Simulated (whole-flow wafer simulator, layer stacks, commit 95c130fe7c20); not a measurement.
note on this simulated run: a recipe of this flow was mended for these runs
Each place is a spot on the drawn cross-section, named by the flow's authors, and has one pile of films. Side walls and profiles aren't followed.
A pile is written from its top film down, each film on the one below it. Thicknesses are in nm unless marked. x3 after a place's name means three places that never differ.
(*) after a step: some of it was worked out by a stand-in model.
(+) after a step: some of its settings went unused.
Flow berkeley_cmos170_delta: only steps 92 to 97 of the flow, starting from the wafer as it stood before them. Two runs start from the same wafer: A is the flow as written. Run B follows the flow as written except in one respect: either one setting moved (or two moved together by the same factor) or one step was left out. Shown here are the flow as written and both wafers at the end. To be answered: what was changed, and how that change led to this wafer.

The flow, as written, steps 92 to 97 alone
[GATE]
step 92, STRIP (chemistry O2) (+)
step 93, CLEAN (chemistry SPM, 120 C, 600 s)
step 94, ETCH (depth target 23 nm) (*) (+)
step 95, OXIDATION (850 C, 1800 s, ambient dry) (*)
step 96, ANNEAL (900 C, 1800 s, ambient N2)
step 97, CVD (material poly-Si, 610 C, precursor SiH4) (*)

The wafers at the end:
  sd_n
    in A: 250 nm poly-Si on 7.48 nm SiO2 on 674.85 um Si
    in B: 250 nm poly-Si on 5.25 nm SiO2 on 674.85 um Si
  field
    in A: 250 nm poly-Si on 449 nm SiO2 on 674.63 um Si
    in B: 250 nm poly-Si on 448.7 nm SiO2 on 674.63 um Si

What caused this: step 95, OXIDATION: 815 C was run, while the flow as written has 850 C.

Step by step, how the change led to this:
  step 95, OXIDATION (850 C, 1800 s, ambient dry) (*)
      sd_n, spacer_n, gate, sd_p, spacer_p x2, contact, m1: A +7.48 SiO2 (new film), -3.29 Si | B +5.25 SiO2 (new film), -2.31 Si
